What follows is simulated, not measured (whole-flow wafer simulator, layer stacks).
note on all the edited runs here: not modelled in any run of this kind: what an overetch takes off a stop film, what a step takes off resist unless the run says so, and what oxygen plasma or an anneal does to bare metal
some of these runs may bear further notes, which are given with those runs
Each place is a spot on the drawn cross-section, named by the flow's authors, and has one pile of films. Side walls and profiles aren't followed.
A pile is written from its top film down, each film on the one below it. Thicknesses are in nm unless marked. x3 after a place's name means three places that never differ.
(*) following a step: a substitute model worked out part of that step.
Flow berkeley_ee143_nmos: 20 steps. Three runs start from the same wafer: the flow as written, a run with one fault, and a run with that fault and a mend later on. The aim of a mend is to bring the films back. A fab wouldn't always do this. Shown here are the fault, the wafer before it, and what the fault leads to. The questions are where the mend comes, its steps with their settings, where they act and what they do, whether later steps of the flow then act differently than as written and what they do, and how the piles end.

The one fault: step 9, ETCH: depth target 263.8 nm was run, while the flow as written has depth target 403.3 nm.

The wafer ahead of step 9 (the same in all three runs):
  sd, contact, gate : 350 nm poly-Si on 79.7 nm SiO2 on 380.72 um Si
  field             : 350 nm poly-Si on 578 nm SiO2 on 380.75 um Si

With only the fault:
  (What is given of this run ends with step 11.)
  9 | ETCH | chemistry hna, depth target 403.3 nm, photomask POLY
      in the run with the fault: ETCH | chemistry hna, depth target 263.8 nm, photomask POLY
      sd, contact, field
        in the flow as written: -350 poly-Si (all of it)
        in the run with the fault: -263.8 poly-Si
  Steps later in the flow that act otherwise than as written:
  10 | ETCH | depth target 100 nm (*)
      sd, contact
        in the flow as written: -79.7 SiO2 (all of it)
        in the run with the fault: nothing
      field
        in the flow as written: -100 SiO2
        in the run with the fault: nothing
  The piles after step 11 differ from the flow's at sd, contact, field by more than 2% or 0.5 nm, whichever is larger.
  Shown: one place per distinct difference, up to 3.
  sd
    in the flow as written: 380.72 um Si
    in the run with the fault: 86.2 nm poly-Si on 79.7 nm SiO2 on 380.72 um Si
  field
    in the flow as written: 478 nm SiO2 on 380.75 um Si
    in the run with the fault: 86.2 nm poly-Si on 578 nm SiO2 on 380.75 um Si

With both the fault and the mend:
  The mend stands after step 9.
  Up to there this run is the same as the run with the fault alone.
  9a | ETCH | chemistry hna, depth target 139.6 nm, photomask POLY (a further turn of the flow's step 9, with different settings)
      sd, contact, field
        -86.2 poly-Si (all of it)
  None of the later steps of the flow acts differently than as written at any place that is followed.
  The piles end the same as the flow's at every place that both follow.
